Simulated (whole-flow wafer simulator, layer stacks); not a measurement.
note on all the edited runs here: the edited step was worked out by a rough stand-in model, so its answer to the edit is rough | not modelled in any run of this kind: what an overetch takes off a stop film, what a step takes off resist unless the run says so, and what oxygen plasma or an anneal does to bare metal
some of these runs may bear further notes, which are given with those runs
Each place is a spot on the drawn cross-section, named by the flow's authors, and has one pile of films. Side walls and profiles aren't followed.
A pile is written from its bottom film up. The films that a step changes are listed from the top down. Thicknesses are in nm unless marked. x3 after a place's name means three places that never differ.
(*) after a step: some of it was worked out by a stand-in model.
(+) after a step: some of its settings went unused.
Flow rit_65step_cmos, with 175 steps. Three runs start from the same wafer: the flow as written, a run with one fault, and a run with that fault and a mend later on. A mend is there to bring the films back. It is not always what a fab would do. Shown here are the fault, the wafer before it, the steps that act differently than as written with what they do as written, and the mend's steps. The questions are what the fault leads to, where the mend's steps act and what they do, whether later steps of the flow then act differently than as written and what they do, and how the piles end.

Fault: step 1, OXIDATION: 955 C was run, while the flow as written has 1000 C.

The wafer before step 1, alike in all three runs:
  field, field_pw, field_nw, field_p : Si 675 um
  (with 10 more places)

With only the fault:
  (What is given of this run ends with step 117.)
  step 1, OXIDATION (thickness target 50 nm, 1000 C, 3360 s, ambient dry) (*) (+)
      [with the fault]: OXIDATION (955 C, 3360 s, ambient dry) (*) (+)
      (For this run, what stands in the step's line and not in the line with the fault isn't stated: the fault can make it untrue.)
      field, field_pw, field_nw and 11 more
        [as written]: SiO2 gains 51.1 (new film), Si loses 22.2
        [with the fault]: SiO2 gains 35.5 (new film), Si loses 15.4
  Steps later in the flow that act otherwise than as written (not shown: 36 more steps that differ only slightly, by at most 2% or 0.5 nm, whichever is larger):
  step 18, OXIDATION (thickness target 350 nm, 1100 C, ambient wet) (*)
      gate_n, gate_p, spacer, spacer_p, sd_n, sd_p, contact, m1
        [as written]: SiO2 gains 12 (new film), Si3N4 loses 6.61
        [with the fault]: SiO2 gains 12 (new film), Si3N4 loses 6.61, SiO2 gains 0.01
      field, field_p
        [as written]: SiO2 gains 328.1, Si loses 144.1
        [with the fault]: SiO2 gains 339.9, Si loses 149.3
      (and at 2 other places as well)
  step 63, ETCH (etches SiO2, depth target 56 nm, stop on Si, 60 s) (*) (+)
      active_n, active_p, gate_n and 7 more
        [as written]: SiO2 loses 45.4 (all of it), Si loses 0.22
        [with the fault]: SiO2 loses 29.9 (all of it), Si loses 0.54
  After step 117 the piles are close to the flow's at the places that both follow, differing by at most 2% or 0.5 nm, whichever is larger.

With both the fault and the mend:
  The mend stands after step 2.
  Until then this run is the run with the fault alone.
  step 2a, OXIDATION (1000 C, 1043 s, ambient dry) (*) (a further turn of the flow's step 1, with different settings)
      field, field_pw, field_nw and 11 more
        SiO2 gains 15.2, Si loses 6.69
  Later steps of the flow that are run all act as written at every place that is followed, up to a difference of at most 2% or 0.5 nm, whichever is larger.
  At the end the piles are close to the flow's at the places that both follow, differing by at most 2% or 0.5 nm, whichever is larger.
